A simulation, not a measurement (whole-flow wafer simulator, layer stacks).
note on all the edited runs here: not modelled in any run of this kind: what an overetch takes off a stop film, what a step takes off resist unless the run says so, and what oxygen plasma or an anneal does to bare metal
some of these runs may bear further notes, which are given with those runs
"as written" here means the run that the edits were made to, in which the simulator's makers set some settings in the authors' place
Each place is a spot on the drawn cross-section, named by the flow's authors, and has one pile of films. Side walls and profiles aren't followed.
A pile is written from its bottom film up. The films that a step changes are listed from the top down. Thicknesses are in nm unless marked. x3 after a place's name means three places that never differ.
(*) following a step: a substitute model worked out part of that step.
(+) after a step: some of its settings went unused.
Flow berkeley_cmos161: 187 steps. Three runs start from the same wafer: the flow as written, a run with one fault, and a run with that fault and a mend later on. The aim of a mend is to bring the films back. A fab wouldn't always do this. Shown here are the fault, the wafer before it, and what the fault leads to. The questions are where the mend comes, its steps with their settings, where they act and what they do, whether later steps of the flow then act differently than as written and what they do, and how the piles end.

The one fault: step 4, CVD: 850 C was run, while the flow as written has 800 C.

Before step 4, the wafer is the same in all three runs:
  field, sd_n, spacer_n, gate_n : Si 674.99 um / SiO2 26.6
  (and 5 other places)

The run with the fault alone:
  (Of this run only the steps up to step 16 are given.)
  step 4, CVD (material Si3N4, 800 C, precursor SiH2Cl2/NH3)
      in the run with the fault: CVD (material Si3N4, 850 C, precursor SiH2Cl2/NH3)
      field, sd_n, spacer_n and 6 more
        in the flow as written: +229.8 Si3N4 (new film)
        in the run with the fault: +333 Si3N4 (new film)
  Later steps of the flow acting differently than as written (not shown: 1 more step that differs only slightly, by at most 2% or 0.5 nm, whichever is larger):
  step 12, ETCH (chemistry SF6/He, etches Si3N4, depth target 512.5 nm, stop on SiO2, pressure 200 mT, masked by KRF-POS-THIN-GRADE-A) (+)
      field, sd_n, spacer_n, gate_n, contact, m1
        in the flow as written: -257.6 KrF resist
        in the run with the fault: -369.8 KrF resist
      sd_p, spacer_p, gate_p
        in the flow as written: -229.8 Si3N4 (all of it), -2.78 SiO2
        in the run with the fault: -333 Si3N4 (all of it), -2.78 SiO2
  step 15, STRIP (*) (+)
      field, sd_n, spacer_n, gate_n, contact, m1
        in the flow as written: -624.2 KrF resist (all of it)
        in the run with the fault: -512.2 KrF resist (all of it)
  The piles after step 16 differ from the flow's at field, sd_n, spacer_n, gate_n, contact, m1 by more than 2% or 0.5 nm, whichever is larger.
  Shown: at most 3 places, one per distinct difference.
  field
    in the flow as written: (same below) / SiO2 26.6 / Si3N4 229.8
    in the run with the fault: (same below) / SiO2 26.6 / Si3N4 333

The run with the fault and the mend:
  The mend stands after step 4.
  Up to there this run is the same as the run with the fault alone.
  step 4a, ETCH (chemistry h3po4, depth target 382.9 nm)
      field, sd_n, spacer_n and 6 more
        -333 Si3N4 (all of it)
  step 4b, CLEAN (chemistry SC1/SC2) (the flow's step 1 again)
      leaves every film unchanged at each place that is followed
  step 4c, CVD (material Si3N4, 800 C, precursor SiH2Cl2/NH3) (the flow's step 4 again)
      field, sd_n, spacer_n and 6 more
        +229.8 Si3N4 (new film)
  Every later step of the flow that is run acts as written at every place that is followed.
  The piles end the same as the flow's at every place that both follow.
